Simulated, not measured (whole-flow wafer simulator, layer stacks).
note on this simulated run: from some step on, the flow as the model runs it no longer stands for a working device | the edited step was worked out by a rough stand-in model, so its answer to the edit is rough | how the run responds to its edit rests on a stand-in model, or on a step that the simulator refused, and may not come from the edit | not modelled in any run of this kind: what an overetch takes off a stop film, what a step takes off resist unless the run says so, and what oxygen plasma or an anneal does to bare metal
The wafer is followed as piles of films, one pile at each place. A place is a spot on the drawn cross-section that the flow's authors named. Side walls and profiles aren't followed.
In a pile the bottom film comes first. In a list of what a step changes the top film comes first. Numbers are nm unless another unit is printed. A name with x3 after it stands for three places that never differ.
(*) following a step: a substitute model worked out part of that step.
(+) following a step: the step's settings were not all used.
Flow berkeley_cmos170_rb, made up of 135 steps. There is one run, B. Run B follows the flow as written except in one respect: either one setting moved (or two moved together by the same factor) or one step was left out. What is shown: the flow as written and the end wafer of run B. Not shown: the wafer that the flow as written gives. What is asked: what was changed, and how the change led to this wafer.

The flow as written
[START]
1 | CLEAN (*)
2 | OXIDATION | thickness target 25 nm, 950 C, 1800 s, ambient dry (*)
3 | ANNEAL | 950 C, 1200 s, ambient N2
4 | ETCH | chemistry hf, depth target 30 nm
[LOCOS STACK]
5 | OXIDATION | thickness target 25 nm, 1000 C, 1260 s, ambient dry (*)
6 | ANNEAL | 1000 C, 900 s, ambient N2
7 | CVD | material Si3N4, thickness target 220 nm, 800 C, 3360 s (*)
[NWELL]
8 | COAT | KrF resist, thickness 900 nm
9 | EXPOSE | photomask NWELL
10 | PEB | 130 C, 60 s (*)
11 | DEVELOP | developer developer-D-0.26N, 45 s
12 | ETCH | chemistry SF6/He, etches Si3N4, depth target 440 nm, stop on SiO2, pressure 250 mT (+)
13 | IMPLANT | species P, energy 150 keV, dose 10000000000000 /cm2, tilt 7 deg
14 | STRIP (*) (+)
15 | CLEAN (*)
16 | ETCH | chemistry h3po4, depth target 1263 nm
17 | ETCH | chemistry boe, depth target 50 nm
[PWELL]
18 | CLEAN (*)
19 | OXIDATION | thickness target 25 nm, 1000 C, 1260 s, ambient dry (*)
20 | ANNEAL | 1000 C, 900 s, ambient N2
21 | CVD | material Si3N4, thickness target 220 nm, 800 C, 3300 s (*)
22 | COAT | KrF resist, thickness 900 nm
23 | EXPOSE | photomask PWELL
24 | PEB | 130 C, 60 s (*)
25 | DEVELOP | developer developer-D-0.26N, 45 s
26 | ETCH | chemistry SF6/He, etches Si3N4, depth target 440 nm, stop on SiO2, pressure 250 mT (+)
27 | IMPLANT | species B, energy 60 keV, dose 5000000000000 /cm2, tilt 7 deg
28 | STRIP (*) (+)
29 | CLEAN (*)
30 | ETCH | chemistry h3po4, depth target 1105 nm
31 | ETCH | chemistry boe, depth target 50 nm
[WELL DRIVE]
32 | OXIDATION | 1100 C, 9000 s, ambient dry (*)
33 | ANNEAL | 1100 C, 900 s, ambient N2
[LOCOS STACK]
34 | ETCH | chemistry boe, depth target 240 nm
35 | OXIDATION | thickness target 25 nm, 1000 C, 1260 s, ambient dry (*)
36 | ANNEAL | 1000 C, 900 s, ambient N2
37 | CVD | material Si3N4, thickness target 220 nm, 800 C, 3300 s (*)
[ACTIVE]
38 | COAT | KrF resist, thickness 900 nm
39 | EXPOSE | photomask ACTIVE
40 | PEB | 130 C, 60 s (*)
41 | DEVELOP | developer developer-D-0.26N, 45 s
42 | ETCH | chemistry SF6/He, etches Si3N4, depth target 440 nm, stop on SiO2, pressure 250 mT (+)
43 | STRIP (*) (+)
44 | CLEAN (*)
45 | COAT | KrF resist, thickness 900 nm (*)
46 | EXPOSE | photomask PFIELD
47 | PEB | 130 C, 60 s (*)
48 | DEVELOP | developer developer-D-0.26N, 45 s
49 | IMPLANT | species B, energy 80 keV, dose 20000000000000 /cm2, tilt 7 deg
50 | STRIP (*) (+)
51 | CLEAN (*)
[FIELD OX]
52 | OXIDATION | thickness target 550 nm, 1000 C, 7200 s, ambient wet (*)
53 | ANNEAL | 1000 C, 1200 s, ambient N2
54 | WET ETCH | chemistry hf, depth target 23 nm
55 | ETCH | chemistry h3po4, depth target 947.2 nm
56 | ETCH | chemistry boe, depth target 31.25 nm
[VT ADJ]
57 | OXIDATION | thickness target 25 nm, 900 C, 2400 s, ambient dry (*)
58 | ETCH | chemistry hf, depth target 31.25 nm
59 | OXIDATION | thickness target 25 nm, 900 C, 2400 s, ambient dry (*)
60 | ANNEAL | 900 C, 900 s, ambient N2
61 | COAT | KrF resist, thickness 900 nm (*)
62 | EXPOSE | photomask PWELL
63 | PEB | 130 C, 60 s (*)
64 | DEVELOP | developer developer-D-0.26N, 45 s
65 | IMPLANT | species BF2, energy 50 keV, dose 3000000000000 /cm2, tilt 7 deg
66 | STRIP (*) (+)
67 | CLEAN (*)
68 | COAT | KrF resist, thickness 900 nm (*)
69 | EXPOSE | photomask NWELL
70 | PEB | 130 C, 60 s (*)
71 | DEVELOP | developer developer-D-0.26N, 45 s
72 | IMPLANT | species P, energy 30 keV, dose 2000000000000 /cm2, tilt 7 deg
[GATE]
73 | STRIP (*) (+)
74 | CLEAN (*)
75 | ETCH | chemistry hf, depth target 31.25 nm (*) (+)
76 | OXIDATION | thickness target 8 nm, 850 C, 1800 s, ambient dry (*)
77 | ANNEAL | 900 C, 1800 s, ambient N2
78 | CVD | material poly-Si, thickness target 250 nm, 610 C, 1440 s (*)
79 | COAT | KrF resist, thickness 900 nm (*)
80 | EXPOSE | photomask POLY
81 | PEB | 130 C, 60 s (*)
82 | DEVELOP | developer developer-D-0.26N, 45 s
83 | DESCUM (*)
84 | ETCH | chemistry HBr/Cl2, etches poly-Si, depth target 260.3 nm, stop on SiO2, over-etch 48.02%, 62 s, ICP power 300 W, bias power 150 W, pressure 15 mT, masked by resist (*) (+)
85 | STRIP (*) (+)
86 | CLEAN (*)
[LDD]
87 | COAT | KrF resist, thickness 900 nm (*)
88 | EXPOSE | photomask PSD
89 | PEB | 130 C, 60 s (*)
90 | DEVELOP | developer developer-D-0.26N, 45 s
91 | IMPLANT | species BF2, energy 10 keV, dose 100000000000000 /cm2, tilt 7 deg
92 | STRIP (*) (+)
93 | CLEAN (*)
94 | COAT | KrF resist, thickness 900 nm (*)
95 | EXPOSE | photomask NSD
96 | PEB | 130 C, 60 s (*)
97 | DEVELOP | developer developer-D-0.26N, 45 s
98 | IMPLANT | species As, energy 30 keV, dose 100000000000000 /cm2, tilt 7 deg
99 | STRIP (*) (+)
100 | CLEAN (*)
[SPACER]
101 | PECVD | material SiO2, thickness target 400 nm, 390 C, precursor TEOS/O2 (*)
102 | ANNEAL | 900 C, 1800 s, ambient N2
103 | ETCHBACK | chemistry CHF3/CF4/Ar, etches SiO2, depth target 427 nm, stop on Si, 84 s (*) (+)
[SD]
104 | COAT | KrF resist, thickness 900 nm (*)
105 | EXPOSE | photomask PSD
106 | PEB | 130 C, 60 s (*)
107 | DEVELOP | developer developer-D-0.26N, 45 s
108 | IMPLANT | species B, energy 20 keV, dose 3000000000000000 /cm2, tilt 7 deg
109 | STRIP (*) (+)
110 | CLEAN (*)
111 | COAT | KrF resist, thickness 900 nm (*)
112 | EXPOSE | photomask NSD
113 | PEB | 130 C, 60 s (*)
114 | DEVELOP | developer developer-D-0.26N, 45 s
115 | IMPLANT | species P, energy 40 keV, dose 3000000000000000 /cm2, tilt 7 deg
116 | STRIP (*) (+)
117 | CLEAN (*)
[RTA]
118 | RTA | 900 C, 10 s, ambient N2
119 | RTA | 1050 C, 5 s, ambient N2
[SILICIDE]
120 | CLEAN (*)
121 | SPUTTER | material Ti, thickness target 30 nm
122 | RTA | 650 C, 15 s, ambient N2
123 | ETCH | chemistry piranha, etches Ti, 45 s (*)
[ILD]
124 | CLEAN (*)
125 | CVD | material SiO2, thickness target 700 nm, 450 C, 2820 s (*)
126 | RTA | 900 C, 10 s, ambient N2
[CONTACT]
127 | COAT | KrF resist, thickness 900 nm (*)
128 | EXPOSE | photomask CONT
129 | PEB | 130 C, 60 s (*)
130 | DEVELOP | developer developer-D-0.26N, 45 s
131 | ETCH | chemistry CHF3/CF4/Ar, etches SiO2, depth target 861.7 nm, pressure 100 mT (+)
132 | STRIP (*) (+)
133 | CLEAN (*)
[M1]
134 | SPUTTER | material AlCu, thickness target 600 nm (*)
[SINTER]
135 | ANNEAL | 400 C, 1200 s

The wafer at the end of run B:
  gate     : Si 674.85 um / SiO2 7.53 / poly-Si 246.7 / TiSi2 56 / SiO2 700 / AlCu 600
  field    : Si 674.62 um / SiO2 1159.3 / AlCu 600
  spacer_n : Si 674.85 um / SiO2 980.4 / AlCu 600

Cause: step 78, CVD: thickness target 300 nm was run, while the flow as written has thickness target 250 nm.

The path from the change to this, step by step:
  78 | CVD | material poly-Si, thickness target 250 nm, 610 C, 1440 s (*)
      field, sd_n, spacer_n and 6 more: +300 poly-Si (new film) (in the flow as written it would be: +250 poly-Si (new film))
  84 | ETCH | chemistry HBr/Cl2, etches poly-Si, depth target 260.3 nm, stop on SiO2, over-etch 48.02%, 62 s, ICP power 300 W, bias power 150 W, pressure 15 mT, masked by resist (*) (+)
      field, sd_n, spacer_n, sd_p, spacer_p, contact, m1: -300 poly-Si (all of it), -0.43 SiO2 (in the flow as written it would be: -250 poly-Si (all of it), -1.42 SiO2)
  87 | COAT | KrF resist, thickness 900 nm (*)
      gate: +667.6 KrF resist (new film) (in the flow as written it would be: +706 KrF resist (new film))
      gate_p: +668.2 KrF resist (new film) (in the flow as written it would be: +706.3 KrF resist (new film))
  90 | DEVELOP | developer developer-D-0.26N, 45 s
      gate_p: -668.2 KrF resist (all of it) (in the flow as written it would be: -706.3 KrF resist (all of it))
  92 | STRIP (*) (+)
      gate: -653.4 KrF resist (all of it) (in the flow as written it would be: -691.8 KrF resist (all of it))
  94 | COAT | KrF resist, thickness 900 nm (*)
      gate: +667.6 KrF resist (new film) (in the flow as written it would be: +706 KrF resist (new film))
      gate_p: +668.2 KrF resist (new film) (in the flow as written it would be: +706.3 KrF resist (new film))
  97 | DEVELOP | developer developer-D-0.26N, 45 s
      gate: -667.6 KrF resist (all of it) (in the flow as written it would be: -706 KrF resist (all of it))
  99 | STRIP (*) (+)
      gate_p: -653.9 KrF resist (all of it) (in the flow as written it would be: -692.1 KrF resist (all of it))
  103 | ETCHBACK | chemistry CHF3/CF4/Ar, etches SiO2, depth target 427 nm, stop on Si, 84 s (*) (+)
      spacer_n, spacer_p: -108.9 SiO2 (in the flow as written it would be: -157.9 SiO2)
  104 | COAT | KrF resist, thickness 900 nm (*)
      spacer_n: +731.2 KrF resist (new film) (in the flow as written it would be: +766.3 KrF resist (new film))
      gate: +707.9 KrF resist (new film) (in the flow as written it would be: +742.1 KrF resist (new film))
      (and at 2 other places as well)
  107 | DEVELOP | developer developer-D-0.26N, 45 s
      spacer_p: -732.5 KrF resist (all of it) (in the flow as written it would be: -767.7 KrF resist (all of it))
      gate_p: -708.9 KrF resist (all of it) (in the flow as written it would be: -743.2 KrF resist (all of it))
  109 | STRIP (*) (+)
      spacer_n: -717 KrF resist (all of it) (in the flow as written it would be: -752.1 KrF resist (all of it))
      gate: -693.7 KrF resist (all of it) (in the flow as written it would be: -727.9 KrF resist (all of it))
  111 | COAT | KrF resist, thickness 900 nm (*)
      spacer_n: +731.2 KrF resist (new film) (in the flow as written it would be: +766.3 KrF resist (new film))
      gate: +707.9 KrF resist (new film) (in the flow as written it would be: +742.1 KrF resist (new film))
      (and at 2 other places as well)
  114 | DEVELOP | developer developer-D-0.26N, 45 s
      spacer_n: -731.2 KrF resist (all of it) (in the flow as written it would be: -766.3 KrF resist (all of it))
      gate: -707.9 KrF resist (all of it) (in the flow as written it would be: -742.1 KrF resist (all of it))
  116 | STRIP (*) (+)
      spacer_p: -718.3 KrF resist (all of it) (in the flow as written it would be: -753.5 KrF resist (all of it))
      gate_p: -694.7 KrF resist (all of it) (in the flow as written it would be: -729 KrF resist (all of it))
  127 | COAT | KrF resist, thickness 900 nm (*)
      spacer_n: +796.9 KrF resist (new film) (in the flow as written it would be: +819.8 KrF resist (new film))
      gate: +778.9 KrF resist (new film) (in the flow as written it would be: +798.4 KrF resist (new film))
      (and at 2 other places as well)
  132 | STRIP (*) (+)
      spacer_n: -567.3 KrF resist (all of it) (in the flow as written it would be: -590.2 KrF resist (all of it))
      gate: -549.3 KrF resist (all of it) (in the flow as written it would be: -568.8 KrF resist (all of it))
      (and at 3 other places as well)
